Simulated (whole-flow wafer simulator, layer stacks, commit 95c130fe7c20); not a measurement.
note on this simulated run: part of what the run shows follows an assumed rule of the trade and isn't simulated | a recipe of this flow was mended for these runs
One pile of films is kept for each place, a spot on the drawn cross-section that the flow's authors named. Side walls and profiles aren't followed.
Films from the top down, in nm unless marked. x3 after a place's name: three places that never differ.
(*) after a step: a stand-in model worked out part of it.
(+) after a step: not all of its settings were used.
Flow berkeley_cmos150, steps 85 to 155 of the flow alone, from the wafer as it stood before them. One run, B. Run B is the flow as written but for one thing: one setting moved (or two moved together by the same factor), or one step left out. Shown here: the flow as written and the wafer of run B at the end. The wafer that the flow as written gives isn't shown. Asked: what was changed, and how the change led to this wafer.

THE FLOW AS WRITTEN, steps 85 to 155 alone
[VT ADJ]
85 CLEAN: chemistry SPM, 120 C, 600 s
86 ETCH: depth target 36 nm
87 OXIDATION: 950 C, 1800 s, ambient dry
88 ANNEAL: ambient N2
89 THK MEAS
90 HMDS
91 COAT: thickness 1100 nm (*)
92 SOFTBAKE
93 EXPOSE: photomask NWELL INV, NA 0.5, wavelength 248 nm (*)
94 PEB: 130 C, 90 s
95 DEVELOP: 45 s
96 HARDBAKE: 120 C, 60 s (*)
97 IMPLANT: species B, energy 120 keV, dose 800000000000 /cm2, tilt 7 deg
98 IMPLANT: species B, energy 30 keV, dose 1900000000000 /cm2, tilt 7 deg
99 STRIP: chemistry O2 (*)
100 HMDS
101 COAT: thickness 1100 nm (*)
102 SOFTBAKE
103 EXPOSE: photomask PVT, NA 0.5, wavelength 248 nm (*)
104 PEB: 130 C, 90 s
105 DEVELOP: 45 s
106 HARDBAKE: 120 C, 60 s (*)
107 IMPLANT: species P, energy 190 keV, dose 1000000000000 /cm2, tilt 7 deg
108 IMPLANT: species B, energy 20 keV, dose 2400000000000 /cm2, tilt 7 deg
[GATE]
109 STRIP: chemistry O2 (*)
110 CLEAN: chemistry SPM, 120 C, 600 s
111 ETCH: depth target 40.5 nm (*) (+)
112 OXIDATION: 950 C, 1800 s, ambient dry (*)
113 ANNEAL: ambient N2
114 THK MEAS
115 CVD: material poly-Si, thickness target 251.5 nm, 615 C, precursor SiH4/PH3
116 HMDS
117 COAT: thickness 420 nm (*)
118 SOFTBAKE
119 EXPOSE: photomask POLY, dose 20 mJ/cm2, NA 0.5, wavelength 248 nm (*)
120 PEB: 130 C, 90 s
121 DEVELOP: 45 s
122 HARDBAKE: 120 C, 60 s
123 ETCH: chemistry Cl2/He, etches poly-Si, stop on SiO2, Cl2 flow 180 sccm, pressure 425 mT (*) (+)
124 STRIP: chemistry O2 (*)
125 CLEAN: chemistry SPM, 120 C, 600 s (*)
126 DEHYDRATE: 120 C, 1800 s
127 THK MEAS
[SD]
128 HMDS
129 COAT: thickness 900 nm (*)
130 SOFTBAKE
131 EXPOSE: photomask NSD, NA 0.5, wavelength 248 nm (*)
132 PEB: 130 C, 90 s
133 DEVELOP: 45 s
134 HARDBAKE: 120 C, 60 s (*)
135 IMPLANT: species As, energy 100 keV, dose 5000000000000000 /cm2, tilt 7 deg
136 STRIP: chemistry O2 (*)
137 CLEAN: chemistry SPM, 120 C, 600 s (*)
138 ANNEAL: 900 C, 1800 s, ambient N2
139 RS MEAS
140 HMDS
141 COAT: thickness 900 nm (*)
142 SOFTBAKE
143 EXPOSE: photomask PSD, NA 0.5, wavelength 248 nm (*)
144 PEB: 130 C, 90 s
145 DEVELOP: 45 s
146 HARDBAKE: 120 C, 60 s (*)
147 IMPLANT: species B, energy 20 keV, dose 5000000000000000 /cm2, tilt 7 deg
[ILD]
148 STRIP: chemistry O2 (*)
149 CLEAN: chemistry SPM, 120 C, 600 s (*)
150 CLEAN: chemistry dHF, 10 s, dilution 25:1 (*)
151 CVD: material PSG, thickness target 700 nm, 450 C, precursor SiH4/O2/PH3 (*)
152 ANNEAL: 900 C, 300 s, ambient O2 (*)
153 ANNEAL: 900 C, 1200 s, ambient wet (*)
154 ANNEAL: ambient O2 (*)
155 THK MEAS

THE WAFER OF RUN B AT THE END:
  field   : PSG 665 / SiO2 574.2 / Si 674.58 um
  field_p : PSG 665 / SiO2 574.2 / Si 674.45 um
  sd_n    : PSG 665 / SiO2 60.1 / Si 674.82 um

The cause: step 86, ETCH: depth target 36 nm, was left out.

How the change led to this, step by step:
  87 OXIDATION: 950 C, 1800 s, ambient dry
      gate_n, contact, m1: SiO2 +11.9, Si -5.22 (as written it would be: SiO2 +20.4 (new film), Si -8.98)
      sd_p, gate_p: SiO2 +11.9, Si -5.23 (as written it would be: SiO2 +20.4 (new film), Si -8.98)
      (and at 1 more place)
  111 ETCH: depth target 40.5 nm (*) (+)
      gate_n, sd_p, gate_p, contact, m1: SiO2 -40.5 (as written it would be: SiO2 -20.4 (all of it))
      sd_n: SiO2 -40.5 (as written it would be: SiO2 -40.4 (all of it))
  112 OXIDATION: 950 C, 1800 s, ambient dry (*)
      gate_n, sd_p, gate_p, m1: SiO2 +19.5, Si -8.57 (as written it would be: SiO2 +20.4 (new film), Si -8.98)
      sd_n: SiO2 +11, Si -4.83 (as written it would be: SiO2 +20.4 (new film), Si -8.98)
      (and at 1 more place)
  117 COAT: thickness 420 nm (*)
      gate_n: KrF-resist +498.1 (new film) (as written it would be: KrF-resist +482.6 (new film))
      sd_p: KrF-resist +572.2 (new film) (as written it would be: KrF-resist +559.5 (new film))
      (and at 1 more place)
  121 DEVELOP: 45 s
      sd_p: KrF-resist -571 (all of it) (as written it would be: KrF-resist -558.3 (all of it))
      m1: KrF-resist -539.6 (all of it) (as written it would be: KrF-resist -525.9 (all of it))
  122 HARDBAKE: 120 C, 60 s
      gate_n: KrF-resist -73 (as written it would be: KrF-resist -70.7)
  124 STRIP: chemistry O2 (*)
      gate_n: chemical SiO2 +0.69 (new film), KrF-resist -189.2 (all of it), poly-Si -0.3 (as written it would be: chemical SiO2 +0.69 (new film), KrF-resist -176.1 (all of it), poly-Si -0.3)
      gate_p: chemical SiO2 +0.69 (new film), KrF-resist -219.9 (all of it), poly-Si -0.3 (as written it would be: chemical SiO2 +0.69 (new film), KrF-resist -213.2 (all of it), poly-Si -0.3)
  129 COAT: thickness 900 nm (*)
      gate_n: thick-KrF-resist +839 (new film) (as written it would be: thick-KrF-resist +819.9 (new film))
  133 DEVELOP: 45 s
      gate_n: thick-KrF-resist -837 (all of it) (as written it would be: thick-KrF-resist -818.1 (all of it))
  141 COAT: thickness 900 nm (*)
      gate_n: thick-KrF-resist +838.7 (new film) (as written it would be: thick-KrF-resist +819.7 (new film))
  148 STRIP: chemistry O2 (*)
      gate_n: thick-KrF-resist -823.5 (all of it), chemical SiO2 +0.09, poly-Si -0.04 (as written it would be: thick-KrF-resist -804.5 (all of it), chemical SiO2 +0.09, poly-Si -0.04)
